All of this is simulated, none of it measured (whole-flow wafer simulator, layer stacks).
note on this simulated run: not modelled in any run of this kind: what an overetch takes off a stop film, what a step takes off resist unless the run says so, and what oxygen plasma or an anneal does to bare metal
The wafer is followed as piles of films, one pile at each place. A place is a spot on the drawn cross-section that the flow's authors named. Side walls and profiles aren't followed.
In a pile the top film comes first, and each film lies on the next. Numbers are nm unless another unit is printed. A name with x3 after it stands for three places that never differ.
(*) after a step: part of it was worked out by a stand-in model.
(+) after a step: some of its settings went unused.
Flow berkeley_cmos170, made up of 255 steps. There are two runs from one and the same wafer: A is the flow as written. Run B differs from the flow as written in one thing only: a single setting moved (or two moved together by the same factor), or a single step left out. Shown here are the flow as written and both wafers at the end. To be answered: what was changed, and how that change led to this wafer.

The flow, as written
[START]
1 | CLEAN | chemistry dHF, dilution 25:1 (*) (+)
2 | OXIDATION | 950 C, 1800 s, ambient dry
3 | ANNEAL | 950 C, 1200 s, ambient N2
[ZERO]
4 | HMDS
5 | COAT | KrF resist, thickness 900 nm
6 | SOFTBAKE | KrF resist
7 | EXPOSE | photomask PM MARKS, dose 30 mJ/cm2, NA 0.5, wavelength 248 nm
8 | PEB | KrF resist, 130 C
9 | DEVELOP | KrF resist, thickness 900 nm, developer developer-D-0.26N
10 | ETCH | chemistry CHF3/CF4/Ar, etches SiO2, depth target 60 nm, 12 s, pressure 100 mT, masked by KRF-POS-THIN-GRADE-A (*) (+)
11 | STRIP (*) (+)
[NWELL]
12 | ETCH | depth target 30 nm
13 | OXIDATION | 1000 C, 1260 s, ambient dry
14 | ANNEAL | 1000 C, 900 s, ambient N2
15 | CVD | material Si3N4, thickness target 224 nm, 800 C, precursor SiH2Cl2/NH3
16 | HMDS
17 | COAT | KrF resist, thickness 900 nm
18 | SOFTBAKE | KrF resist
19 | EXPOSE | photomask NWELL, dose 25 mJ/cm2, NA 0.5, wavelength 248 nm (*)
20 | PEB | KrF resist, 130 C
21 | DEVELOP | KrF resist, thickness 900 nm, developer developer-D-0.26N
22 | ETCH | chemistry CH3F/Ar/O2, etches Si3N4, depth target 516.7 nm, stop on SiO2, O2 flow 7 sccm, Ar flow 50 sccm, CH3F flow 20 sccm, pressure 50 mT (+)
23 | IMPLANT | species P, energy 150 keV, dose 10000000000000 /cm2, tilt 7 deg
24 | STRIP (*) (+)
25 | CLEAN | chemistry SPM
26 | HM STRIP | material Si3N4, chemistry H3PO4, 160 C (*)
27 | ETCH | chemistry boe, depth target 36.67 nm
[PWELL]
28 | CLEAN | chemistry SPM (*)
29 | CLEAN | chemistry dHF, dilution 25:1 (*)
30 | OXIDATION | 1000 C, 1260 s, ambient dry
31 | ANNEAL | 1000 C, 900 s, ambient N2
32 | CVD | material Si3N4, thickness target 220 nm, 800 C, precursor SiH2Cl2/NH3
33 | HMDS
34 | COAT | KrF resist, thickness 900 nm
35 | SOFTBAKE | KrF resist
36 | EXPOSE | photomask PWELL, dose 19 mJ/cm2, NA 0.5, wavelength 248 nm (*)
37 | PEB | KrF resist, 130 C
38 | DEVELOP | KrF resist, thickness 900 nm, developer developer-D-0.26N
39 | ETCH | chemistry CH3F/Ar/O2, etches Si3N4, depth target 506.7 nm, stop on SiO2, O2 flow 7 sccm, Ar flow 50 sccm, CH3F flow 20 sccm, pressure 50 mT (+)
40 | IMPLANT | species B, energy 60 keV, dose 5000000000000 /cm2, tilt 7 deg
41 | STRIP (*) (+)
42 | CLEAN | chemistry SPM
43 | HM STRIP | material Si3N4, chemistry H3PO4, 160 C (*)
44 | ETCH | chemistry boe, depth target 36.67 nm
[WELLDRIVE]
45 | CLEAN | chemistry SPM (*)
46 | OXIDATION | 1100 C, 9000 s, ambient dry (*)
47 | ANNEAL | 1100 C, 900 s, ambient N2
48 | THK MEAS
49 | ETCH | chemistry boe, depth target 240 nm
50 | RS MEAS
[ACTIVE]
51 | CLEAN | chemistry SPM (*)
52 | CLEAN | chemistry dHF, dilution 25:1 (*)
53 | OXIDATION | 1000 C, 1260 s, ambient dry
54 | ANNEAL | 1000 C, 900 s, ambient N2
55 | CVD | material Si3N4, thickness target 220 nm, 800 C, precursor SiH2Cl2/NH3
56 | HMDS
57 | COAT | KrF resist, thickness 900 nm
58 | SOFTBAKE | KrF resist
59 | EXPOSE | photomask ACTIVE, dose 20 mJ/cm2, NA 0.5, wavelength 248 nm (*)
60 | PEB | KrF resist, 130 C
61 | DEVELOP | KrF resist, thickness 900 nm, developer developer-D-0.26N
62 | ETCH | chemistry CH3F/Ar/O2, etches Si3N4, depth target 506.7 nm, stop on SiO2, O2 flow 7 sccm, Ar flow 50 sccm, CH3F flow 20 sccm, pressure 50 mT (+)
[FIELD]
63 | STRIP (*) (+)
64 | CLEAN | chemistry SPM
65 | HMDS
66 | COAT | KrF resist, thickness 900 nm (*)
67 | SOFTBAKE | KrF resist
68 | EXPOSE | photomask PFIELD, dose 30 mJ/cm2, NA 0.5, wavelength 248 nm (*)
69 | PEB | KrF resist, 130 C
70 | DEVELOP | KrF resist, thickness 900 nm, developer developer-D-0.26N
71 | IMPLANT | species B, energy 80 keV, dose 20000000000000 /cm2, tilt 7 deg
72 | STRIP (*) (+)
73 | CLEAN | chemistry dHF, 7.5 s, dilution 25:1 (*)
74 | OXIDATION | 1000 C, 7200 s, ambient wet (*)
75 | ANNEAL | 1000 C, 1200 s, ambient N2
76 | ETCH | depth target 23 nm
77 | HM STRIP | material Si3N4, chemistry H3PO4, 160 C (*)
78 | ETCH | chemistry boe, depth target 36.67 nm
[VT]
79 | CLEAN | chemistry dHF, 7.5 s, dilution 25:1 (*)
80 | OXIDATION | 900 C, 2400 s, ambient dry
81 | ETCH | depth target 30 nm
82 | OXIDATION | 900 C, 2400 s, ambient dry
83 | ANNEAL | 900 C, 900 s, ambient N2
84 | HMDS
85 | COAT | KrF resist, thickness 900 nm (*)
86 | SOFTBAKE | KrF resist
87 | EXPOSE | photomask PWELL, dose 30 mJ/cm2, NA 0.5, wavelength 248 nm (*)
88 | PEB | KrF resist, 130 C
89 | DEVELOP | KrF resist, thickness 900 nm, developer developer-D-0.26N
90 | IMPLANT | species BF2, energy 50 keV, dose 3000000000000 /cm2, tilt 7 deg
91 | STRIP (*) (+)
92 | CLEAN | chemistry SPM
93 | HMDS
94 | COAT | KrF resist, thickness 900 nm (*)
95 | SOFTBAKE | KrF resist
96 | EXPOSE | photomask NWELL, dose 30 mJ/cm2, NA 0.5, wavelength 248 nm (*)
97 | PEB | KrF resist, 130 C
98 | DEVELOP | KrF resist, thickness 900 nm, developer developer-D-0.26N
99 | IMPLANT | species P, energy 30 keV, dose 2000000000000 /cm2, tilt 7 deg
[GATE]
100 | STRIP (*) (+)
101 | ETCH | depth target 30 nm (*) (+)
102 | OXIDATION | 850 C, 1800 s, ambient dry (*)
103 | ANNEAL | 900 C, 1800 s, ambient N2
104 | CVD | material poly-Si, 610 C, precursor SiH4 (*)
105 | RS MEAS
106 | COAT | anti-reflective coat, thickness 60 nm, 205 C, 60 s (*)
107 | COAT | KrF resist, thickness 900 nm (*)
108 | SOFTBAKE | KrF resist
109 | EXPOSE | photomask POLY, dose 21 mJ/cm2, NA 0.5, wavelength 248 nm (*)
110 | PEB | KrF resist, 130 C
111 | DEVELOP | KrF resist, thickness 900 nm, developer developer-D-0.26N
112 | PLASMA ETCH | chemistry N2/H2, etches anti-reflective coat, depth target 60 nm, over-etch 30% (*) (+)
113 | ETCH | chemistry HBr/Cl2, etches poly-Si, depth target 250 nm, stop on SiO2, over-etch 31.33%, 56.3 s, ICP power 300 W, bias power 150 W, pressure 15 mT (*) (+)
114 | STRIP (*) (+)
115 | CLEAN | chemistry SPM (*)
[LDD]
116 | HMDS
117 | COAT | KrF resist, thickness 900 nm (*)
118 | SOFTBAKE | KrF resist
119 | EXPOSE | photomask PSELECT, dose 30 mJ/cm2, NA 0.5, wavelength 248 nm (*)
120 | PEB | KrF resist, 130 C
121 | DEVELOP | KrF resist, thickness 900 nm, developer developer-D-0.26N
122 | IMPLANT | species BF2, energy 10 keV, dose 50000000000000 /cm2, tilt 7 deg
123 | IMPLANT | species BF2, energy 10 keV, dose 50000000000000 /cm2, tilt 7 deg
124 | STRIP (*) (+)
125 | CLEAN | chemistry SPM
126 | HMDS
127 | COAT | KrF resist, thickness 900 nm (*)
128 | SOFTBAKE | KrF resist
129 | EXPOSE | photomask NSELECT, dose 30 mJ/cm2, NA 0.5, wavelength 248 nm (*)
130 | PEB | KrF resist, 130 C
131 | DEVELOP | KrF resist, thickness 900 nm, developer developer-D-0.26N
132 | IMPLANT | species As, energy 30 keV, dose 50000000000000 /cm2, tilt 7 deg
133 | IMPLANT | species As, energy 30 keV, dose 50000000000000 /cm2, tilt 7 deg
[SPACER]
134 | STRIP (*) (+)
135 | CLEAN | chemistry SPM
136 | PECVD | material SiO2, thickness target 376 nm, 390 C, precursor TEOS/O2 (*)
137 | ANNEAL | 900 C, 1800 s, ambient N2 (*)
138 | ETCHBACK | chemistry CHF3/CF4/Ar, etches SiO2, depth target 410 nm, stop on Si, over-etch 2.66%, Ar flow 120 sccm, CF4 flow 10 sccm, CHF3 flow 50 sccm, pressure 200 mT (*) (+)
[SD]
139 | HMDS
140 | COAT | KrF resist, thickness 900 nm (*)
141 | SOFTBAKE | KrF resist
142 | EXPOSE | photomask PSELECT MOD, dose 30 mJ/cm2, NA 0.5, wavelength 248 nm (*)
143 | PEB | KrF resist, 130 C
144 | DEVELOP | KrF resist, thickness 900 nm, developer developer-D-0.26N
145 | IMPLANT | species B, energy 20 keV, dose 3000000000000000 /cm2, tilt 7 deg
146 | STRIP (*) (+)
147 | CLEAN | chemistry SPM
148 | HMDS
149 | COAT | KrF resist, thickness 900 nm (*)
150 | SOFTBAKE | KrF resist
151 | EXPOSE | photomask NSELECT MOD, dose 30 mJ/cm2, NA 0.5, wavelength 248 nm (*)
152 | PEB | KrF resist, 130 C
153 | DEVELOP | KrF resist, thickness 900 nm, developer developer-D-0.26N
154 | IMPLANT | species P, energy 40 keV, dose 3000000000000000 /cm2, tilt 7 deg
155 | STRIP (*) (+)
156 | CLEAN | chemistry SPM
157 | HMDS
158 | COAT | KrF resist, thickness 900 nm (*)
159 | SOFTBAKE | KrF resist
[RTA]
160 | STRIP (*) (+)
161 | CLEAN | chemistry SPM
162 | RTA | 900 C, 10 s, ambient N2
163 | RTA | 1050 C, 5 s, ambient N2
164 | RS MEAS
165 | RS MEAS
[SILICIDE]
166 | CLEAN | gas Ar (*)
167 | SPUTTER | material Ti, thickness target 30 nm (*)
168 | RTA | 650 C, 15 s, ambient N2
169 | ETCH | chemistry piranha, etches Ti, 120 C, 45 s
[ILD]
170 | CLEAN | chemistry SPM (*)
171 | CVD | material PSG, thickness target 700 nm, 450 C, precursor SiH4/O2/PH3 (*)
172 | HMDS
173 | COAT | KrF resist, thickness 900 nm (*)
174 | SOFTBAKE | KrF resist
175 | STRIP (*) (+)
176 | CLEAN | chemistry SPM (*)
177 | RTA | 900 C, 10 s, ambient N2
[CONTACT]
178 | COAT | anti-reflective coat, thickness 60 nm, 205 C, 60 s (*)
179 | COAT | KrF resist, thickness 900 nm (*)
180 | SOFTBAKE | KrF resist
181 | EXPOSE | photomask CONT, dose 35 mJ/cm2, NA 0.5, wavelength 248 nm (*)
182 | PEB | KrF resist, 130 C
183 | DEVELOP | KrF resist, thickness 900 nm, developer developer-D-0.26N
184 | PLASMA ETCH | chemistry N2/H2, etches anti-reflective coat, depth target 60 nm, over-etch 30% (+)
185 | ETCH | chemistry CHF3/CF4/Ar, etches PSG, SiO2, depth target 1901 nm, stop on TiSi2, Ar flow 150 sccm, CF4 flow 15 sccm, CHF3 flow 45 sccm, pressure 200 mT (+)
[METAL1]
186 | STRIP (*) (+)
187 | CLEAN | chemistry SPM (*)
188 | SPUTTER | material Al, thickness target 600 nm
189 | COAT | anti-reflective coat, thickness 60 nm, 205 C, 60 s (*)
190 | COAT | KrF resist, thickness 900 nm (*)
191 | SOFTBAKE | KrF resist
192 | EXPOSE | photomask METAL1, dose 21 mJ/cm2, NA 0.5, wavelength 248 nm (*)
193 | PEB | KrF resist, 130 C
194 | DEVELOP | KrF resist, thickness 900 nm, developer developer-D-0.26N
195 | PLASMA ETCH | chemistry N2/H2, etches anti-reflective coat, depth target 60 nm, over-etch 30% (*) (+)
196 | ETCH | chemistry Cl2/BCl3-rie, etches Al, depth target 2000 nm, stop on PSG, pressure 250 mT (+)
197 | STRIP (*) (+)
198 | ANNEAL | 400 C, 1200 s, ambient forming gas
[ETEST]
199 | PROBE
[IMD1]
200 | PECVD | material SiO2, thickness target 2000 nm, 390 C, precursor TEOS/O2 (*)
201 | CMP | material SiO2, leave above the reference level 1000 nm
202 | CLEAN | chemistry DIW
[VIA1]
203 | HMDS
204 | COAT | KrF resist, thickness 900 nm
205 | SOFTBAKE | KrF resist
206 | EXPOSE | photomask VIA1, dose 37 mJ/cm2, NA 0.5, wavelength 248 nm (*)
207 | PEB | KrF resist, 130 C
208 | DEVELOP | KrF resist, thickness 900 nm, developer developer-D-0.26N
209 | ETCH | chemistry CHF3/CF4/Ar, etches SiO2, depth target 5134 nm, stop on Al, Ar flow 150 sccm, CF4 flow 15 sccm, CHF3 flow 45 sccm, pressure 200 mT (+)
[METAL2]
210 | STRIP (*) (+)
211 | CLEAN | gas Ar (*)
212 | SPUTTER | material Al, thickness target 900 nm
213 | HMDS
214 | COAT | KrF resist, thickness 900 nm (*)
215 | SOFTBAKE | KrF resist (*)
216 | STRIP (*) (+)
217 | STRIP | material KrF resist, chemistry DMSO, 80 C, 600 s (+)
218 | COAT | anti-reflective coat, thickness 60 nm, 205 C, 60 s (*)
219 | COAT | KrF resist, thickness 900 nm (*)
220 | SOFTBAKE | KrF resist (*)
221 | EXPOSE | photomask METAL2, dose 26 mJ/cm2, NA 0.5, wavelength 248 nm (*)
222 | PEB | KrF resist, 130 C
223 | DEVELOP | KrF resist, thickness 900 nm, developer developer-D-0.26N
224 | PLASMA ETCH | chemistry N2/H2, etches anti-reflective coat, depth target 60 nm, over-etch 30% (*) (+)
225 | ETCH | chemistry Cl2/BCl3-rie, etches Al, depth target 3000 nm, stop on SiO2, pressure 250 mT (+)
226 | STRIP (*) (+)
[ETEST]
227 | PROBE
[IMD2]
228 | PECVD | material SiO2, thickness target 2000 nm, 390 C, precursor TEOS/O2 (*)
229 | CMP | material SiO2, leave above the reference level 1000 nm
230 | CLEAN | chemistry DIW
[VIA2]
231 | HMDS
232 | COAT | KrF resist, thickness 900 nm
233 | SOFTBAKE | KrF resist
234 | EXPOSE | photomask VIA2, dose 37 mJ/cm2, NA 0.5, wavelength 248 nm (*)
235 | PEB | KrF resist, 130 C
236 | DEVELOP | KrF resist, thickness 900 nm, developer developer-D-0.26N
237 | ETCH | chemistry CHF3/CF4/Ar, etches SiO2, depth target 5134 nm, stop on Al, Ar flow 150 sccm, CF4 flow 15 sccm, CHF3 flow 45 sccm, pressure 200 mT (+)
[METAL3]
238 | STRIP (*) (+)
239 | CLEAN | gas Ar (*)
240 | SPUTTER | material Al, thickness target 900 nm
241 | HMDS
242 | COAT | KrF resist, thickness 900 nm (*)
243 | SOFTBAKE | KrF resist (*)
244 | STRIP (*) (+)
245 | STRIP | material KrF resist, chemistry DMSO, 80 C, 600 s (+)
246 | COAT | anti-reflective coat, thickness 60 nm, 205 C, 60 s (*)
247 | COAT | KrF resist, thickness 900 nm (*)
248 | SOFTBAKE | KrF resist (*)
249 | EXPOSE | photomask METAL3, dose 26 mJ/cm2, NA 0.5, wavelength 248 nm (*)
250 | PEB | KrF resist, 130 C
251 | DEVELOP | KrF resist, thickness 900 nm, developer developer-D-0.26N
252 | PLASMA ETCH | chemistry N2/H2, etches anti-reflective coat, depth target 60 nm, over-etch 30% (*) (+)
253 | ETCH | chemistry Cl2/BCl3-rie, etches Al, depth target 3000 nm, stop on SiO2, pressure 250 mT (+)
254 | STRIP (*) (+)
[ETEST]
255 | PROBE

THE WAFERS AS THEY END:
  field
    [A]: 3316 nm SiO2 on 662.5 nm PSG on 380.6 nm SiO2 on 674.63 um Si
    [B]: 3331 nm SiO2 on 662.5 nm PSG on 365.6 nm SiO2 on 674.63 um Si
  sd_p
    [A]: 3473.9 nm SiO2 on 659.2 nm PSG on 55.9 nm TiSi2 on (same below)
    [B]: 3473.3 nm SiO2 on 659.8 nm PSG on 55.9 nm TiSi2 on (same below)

What caused this: step 81, ETCH: depth target 45 nm was run, while the flow as written has depth target 30 nm.

Step by step, how the change led to this:
  81 | ETCH | depth target 30 nm
      field: A SiO2 loses 30 | B SiO2 loses 45
  106 | COAT | anti-reflective coat, thickness 60 nm, 205 C, 60 s (*)
      sd_n: A anti-reflective coat gains 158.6 (new film) | B anti-reflective coat gains 148.7 (new film)
      spacer_n: A anti-reflective coat gains 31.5 (new film) | B anti-reflective coat gains 35.1 (new film)
      (and at 5 other places as well)
  112 | PLASMA ETCH | chemistry N2/H2, etches anti-reflective coat, depth target 60 nm, over-etch 30% (*) (+)
      sd_n: A anti-reflective coat loses 158.6 (all of it), poly-Si loses 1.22 | B anti-reflective coat loses 148.7 (all of it), poly-Si loses 1.14
      spacer_n: A anti-reflective coat loses 31.5 (all of it), poly-Si loses 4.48 | B anti-reflective coat loses 35.1 (all of it), poly-Si loses 4.06
      (and at 3 other places as well)
  114 | STRIP (*) (+)
      gate_n: A chemical SiO2 gains 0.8 (new film), KrF resist loses 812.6 (all of it), anti-reflective coat loses 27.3 (all of it), poly-Si loses 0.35 | B chemical SiO2 gains 0.8 (new film), KrF resist loses 800.8 (all of it), anti-reflective coat loses 31 (all of it), poly-Si loses 0.35
      gate_p: A chemical SiO2 gains 0.8 (new film), KrF resist loses 782.1 (all of it), anti-reflective coat loses 29.6 (all of it), poly-Si loses 0.35 | B chemical SiO2 gains 0.8 (new film), KrF resist loses 774.4 (all of it), anti-reflective coat loses 32.2 (all of it), poly-Si loses 0.35
  178 | COAT | anti-reflective coat, thickness 60 nm, 205 C, 60 s (*)
      sd_n: A anti-reflective coat gains 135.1 (new film) | B anti-reflective coat gains 127.6 (new film)
      gate_n: A anti-reflective coat gains 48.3 (new film) | B anti-reflective coat gains 47.2 (new film)
      (and at 2 other places as well)
  186 | STRIP (*) (+)
      sd_n: A KrF resist loses 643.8 (all of it), anti-reflective coat loses 135.1 (all of it) | B KrF resist loses 643.1 (all of it), anti-reflective coat loses 127.6 (all of it)
      gate_n: A KrF resist loses 553.1 (all of it), anti-reflective coat loses 48.3 (all of it) | B KrF resist loses 546.2 (all of it), anti-reflective coat loses 47.2 (all of it)
      (and at 2 other places as well)
  189 | COAT | anti-reflective coat, thickness 60 nm, 205 C, 60 s (*)
      m2: A anti-reflective coat gains 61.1 (new film) | B anti-reflective coat gains 63 (new film)
  197 | STRIP (*) (+)
      m2: A KrF resist loses 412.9 (all of it), anti-reflective coat loses 61.1 (all of it) | B KrF resist loses 407.6 (all of it), anti-reflective coat loses 63 (all of it)
  201 | CMP | material SiO2, leave above the reference level 1000 nm
      field: A SiO2 loses 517 | B SiO2 loses 502
